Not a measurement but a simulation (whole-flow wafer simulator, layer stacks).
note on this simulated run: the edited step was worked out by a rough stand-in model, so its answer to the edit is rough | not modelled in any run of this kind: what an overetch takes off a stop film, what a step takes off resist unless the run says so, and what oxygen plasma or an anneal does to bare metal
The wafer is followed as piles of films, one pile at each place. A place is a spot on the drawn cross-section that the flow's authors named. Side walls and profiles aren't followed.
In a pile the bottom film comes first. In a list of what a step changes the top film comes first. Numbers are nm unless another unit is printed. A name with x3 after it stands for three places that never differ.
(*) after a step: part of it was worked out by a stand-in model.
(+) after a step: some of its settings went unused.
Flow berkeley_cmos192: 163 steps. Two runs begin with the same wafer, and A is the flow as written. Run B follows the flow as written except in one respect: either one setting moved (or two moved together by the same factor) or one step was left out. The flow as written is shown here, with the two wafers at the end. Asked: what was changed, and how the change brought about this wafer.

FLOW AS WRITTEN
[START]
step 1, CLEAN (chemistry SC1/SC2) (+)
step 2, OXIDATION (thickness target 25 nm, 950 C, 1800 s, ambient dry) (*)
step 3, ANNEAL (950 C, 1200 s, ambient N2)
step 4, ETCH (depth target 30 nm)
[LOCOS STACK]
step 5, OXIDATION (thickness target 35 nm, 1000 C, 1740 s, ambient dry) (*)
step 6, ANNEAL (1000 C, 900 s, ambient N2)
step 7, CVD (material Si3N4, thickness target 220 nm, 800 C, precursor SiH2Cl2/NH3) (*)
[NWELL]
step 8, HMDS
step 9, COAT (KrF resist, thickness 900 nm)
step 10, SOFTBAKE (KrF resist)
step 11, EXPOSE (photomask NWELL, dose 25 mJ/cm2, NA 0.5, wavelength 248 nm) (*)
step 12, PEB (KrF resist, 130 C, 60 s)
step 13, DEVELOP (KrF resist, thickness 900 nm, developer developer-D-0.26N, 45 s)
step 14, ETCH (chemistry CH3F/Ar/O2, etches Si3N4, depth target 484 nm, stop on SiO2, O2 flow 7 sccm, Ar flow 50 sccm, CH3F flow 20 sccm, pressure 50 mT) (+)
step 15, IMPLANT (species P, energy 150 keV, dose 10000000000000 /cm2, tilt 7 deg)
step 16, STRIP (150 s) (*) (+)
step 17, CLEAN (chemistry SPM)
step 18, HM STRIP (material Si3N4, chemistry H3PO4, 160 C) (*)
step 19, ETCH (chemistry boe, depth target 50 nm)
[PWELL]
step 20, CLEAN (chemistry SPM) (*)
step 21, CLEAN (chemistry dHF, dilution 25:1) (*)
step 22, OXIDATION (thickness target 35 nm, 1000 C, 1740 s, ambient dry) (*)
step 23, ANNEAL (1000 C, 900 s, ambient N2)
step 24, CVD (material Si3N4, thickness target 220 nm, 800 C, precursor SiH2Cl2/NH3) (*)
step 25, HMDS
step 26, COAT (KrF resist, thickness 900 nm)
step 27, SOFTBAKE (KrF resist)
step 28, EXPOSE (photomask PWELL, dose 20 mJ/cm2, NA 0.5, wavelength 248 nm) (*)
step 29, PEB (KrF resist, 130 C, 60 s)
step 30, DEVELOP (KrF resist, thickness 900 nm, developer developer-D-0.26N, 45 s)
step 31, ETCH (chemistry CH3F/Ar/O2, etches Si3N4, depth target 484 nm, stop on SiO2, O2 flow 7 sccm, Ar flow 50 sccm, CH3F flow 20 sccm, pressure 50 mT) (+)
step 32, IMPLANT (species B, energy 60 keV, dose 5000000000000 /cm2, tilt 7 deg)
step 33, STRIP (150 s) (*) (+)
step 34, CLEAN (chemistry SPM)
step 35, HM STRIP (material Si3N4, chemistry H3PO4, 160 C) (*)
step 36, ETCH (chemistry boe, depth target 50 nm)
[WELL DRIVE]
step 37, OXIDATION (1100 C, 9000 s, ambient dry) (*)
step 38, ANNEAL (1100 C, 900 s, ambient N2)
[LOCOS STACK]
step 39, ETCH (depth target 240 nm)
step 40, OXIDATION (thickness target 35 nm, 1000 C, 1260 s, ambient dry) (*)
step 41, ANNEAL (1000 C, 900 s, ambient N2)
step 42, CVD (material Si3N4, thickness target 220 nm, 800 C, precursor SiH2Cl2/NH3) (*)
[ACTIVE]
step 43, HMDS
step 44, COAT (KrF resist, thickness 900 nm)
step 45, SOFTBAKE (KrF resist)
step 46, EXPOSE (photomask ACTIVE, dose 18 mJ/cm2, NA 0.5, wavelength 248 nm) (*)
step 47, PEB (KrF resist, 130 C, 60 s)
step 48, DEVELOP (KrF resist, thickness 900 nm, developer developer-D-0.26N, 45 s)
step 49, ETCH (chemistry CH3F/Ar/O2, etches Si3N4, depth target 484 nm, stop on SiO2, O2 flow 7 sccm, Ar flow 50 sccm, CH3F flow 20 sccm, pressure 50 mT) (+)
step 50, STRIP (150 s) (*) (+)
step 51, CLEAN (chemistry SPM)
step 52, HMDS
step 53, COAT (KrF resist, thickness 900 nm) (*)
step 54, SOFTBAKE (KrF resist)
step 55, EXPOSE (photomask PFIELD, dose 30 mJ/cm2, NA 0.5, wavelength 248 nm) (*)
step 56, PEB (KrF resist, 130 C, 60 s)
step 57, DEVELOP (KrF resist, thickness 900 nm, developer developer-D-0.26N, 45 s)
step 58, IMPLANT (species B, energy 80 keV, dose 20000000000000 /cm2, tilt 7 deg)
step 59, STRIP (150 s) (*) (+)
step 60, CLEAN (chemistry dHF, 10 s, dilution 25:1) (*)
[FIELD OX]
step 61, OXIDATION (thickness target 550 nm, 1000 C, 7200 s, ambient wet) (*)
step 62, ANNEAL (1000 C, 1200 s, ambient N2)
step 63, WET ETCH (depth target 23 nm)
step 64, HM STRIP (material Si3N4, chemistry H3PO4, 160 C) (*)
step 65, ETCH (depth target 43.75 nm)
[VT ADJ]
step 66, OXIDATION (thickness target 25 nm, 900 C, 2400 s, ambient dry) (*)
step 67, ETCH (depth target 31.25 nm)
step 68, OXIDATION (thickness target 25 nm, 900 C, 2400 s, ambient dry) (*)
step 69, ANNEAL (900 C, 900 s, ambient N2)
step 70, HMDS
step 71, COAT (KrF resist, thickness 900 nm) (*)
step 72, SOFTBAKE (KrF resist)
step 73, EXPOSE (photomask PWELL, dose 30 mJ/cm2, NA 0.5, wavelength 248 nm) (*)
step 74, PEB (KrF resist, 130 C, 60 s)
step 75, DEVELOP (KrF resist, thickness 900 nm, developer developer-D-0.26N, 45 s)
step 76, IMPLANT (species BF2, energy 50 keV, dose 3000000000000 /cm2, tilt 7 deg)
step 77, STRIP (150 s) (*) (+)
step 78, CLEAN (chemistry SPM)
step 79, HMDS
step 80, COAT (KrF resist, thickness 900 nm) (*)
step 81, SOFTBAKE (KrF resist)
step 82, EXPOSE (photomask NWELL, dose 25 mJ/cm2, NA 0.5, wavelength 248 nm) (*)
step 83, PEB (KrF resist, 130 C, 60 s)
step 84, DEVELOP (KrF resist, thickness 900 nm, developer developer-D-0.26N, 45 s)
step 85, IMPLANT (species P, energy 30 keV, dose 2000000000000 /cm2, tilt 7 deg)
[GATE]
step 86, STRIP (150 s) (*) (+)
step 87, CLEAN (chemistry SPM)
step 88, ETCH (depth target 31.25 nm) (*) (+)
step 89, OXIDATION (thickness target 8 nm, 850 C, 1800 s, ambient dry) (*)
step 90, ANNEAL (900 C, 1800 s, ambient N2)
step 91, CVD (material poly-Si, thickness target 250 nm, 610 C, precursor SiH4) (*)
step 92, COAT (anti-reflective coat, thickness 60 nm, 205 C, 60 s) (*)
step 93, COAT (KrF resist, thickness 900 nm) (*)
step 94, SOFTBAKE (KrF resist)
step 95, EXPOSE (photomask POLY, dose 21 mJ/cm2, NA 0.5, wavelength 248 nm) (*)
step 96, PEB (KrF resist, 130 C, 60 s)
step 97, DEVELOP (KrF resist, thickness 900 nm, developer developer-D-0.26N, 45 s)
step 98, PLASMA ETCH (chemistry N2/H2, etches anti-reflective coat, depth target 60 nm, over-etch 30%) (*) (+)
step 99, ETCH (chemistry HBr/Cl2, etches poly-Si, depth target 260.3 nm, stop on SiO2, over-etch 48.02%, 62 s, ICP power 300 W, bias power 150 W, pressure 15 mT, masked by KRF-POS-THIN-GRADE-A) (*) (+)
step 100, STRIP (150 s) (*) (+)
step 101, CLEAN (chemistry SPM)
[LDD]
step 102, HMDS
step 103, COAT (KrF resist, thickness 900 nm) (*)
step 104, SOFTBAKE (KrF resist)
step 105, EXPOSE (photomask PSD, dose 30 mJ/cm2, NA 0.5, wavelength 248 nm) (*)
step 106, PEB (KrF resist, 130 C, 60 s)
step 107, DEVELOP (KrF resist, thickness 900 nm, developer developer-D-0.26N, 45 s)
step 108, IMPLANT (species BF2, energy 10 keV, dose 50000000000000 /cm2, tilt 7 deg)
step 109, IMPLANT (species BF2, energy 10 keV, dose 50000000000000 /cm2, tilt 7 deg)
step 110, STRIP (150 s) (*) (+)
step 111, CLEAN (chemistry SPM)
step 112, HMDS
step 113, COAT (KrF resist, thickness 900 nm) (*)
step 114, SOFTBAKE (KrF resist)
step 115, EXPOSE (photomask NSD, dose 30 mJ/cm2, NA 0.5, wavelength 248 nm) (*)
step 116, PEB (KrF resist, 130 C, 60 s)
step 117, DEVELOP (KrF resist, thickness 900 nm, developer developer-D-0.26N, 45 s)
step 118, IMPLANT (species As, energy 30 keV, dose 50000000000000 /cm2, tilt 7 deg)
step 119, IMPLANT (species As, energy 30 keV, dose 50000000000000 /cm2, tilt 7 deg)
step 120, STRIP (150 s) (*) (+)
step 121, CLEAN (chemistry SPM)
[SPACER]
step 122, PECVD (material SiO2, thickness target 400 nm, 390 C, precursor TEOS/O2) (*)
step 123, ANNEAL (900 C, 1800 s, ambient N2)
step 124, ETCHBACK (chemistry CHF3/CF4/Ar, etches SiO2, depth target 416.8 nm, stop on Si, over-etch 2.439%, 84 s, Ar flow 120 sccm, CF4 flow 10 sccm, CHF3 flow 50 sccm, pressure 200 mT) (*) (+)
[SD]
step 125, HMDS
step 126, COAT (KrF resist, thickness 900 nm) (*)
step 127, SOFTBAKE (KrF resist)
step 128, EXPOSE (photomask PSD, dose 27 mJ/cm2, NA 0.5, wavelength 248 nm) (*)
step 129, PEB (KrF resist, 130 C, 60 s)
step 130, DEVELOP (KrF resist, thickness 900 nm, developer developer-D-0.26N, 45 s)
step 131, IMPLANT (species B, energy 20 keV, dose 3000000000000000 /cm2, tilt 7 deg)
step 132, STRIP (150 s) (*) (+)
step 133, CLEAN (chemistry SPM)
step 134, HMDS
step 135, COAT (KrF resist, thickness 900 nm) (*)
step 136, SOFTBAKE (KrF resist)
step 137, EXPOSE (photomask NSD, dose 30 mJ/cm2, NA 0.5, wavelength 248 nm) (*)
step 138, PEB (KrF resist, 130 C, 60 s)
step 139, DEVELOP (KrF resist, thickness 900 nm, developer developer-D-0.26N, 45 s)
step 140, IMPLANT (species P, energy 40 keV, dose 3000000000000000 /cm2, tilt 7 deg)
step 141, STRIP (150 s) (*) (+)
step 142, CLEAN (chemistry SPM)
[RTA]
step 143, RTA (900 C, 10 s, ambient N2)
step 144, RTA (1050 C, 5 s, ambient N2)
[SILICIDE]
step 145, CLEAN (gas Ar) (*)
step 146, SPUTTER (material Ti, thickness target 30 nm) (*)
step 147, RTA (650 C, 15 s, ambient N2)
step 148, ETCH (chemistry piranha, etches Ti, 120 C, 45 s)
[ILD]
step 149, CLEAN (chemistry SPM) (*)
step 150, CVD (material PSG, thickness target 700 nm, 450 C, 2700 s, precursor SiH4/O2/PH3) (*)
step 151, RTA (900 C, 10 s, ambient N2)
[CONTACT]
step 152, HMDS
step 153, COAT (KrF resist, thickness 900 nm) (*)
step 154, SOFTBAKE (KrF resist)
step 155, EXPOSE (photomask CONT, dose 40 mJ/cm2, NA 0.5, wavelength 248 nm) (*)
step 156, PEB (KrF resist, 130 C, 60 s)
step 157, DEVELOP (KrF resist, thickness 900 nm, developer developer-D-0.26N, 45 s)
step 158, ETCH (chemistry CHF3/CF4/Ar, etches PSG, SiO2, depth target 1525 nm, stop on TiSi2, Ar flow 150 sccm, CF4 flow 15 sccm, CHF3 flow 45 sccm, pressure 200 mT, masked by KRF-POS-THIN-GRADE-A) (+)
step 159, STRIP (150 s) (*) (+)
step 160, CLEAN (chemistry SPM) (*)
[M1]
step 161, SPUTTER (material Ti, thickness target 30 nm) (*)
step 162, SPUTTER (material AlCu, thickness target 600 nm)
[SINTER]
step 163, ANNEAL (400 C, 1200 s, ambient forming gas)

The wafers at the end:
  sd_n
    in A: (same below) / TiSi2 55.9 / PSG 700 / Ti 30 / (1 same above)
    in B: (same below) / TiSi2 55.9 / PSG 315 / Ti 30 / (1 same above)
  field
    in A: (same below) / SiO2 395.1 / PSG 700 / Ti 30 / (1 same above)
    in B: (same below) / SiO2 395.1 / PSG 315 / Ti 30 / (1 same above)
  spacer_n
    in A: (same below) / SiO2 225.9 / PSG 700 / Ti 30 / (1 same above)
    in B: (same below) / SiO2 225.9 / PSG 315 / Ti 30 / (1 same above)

What caused this: step 150, CVD: thickness target 315 nm was run, while the flow as written has thickness target 700 nm.
The wafer itself shows it: sd_n has PSG 315, and step 150 as written asks for 700 nm.

The path from the change to this, step by step:
  step 150, CVD (material PSG, thickness target 700 nm, 450 C, 2700 s, precursor SiH4/O2/PH3) (*)
      field, sd_n, spacer_n, gate, spacer_p, gate_p, contact, m1: A PSG gains 700 (new film) | B PSG gains 315 (new film)
      sd_p: A PSG gains 665.5 (new film) | B PSG gains 302.2 (new film)
  step 153, COAT (KrF resist, thickness 900 nm) (*)
      sd_p: A KrF resist gains 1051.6 (new film) | B KrF resist gains 1026.3 (new film)
  step 158, ETCH (chemistry CHF3/CF4/Ar, etches PSG, SiO2, depth target 1525 nm, stop on TiSi2, Ar flow 150 sccm, CF4 flow 15 sccm, CHF3 flow 45 sccm, pressure 200 mT, masked by KRF-POS-THIN-GRADE-A) (+)
      field, sd_n, spacer_n, gate, sd_p, spacer_p, gate_p, m1: A KrF resist loses 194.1 | B KrF resist loses 97.8
      contact: A PSG loses 700 (all of it), TiSi2 loses 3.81 | B PSG loses 315 (all of it), TiSi2 loses 3.81
  step 159, STRIP (150 s) (*) (+)
      field: A KrF resist loses 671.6 (all of it) | B KrF resist loses 761.6 (all of it)
      sd_n: A KrF resist loses 792.3 (all of it) | B KrF resist loses 885.5 (all of it)
      (and at 6 other places as well)
  step 161, SPUTTER (material Ti, thickness target 30 nm) (*)
      contact: A Ti gains 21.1 (new film) | B Ti gains 25.8 (new film)
  step 162, SPUTTER (material AlCu, thickness target 600 nm)
      contact: A AlCu gains 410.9 (new film) | B AlCu gains 521.9 (new film)
